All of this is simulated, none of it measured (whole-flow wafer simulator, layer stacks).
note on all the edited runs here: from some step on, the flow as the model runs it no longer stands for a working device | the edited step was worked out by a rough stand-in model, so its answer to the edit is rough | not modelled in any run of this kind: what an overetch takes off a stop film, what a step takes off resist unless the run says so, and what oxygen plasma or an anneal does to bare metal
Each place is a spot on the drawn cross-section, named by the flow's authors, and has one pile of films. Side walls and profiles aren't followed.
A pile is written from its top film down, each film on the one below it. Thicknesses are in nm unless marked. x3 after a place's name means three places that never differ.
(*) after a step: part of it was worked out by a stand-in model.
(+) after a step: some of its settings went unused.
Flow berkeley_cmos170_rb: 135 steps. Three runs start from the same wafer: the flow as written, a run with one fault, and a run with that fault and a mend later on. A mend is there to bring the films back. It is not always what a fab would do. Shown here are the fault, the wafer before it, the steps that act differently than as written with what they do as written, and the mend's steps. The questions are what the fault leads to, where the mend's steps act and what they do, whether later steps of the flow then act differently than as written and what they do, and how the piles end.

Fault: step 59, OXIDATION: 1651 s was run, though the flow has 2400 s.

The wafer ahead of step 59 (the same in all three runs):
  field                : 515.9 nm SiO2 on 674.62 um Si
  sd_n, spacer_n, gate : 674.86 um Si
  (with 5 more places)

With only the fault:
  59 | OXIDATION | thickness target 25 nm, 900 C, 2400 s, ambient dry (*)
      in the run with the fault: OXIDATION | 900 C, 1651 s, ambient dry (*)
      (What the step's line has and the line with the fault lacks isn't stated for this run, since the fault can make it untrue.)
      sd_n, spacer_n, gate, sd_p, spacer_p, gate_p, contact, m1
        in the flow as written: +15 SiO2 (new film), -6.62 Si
        in the run with the fault: +11.9 SiO2 (new film), -5.22 Si
  Steps later in the flow that act otherwise than as written (30 other steps are not shown; they differ only slightly, by no more than 2% or 0.5 nm, whichever is larger):
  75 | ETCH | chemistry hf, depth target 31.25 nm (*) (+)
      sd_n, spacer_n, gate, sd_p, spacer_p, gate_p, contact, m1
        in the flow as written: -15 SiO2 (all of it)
        in the run with the fault: -11.9 SiO2 (all of it)
  The piles end only slightly different from the flow's at the places that both follow, by no more than 2% or 0.5 nm, whichever is larger.

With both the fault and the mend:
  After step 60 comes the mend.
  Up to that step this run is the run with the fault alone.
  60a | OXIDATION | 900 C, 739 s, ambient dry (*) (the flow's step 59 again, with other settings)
      sd_n, spacer_n, gate, sd_p, spacer_p, gate_p, contact, m1
        +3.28 SiO2, -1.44 Si
      field
        +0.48 SiO2, -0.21 Si
  Later steps of the flow that are run all act as written at every place that is followed, up to a difference of at most 2% or 0.5 nm, whichever is larger.
  The piles end only slightly different from the flow's at the places that both follow, by no more than 2% or 0.5 nm, whichever is larger.
